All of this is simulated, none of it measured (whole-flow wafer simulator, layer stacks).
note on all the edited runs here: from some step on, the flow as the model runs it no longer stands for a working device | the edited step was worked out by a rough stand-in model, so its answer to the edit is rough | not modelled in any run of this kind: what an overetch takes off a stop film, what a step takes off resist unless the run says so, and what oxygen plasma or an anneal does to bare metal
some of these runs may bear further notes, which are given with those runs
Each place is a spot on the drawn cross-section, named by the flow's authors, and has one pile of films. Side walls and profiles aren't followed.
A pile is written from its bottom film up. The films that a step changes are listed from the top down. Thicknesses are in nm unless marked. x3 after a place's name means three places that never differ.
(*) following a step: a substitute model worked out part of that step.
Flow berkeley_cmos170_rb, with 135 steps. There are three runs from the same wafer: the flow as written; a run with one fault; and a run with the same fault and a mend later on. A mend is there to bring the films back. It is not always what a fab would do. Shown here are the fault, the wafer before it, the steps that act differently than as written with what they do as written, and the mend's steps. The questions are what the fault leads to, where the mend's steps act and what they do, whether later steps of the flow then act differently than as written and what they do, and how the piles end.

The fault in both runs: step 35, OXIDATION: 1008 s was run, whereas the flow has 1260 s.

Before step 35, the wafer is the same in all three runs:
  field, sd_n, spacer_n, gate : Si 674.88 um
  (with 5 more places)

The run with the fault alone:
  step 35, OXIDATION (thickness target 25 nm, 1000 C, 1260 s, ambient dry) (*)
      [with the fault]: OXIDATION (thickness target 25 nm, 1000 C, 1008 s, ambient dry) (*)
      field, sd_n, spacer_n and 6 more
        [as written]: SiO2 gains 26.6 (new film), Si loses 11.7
        [with the fault]: SiO2 gains 23.6 (new film), Si loses 10.4
  Steps further on in the flow that do not act as written (not shown: 31 more steps that differ only slightly, by at most 2% or 0.5 nm, whichever is larger):
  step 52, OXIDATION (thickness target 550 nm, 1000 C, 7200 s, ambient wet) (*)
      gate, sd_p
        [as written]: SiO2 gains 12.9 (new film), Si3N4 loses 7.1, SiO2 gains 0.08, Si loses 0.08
        [with the fault]: SiO2 gains 12.9 (new film), Si3N4 loses 7.1
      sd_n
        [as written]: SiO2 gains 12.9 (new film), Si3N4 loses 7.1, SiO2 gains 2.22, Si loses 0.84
        [with the fault]: SiO2 gains 12.9 (new film), Si3N4 loses 7.1, SiO2 gains 1.26, Si loses 0.46
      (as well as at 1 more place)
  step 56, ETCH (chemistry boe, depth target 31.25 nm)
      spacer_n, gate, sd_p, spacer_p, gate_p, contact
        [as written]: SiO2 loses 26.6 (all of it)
        [with the fault]: SiO2 loses 23.6 (all of it)
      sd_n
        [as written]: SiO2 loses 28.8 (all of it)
        [with the fault]: SiO2 loses 24.8 (all of it)
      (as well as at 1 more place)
  At the end the piles are close to the flow's at the places that both follow, differing by at most 2% or 0.5 nm, whichever is larger.

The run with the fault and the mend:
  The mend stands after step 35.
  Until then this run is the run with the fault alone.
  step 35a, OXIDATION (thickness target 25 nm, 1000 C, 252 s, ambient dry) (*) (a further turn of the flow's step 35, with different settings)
      field, sd_n, spacer_n and 6 more
        SiO2 gains 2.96, Si loses 1.3
  None of the later steps of the flow acts differently than as written at any place that is followed.
  At every place that both follow, the piles at the end match the flow's.
